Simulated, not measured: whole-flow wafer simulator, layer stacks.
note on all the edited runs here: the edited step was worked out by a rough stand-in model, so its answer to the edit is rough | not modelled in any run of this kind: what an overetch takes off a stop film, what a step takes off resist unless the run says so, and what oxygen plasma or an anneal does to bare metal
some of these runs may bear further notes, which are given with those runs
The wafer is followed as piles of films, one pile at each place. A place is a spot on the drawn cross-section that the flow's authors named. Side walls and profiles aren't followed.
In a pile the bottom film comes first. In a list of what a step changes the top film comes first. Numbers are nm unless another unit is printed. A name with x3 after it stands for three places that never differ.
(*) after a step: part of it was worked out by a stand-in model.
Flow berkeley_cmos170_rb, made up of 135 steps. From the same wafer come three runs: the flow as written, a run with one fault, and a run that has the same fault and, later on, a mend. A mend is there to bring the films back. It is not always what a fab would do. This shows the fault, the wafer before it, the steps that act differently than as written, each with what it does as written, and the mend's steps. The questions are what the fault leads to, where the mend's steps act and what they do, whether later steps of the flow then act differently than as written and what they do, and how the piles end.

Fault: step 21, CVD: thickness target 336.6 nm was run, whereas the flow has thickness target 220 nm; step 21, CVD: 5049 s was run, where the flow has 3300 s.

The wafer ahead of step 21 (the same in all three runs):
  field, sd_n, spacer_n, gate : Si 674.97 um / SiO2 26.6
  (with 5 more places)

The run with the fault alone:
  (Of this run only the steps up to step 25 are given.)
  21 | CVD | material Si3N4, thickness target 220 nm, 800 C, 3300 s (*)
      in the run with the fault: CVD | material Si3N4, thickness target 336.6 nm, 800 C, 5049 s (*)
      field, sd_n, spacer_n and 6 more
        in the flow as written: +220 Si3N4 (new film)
        in the run with the fault: +336.6 Si3N4 (new film)
  None of the later steps of the flow up to step 25 acts differently than as written at any place that is followed.
  After step 25, at field, sd_n, spacer_n and 6 more, the piles differ from the flow's by more than 2% or 0.5 nm, whichever is larger.
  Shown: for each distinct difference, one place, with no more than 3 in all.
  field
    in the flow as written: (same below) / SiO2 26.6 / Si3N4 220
    in the run with the fault: (same below) / SiO2 26.6 / Si3N4 336.6
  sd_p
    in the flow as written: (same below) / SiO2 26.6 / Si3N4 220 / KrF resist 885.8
    in the run with the fault: (same below) / SiO2 26.6 / Si3N4 336.6 / KrF resist 885.8

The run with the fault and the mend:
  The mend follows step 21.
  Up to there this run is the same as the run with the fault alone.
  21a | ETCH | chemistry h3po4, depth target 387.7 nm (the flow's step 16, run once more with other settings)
      field, sd_n, spacer_n and 6 more
        -336.6 Si3N4 (all of it)
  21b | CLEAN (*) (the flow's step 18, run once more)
      alters no film at any place that is followed
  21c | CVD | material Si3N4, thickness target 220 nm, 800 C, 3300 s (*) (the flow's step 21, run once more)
      field, sd_n, spacer_n and 6 more
        +220 Si3N4 (new film)
  None of the later steps of the flow acts differently than as written at any place that is followed.
  The piles end the same as the flow's at every place that both follow.
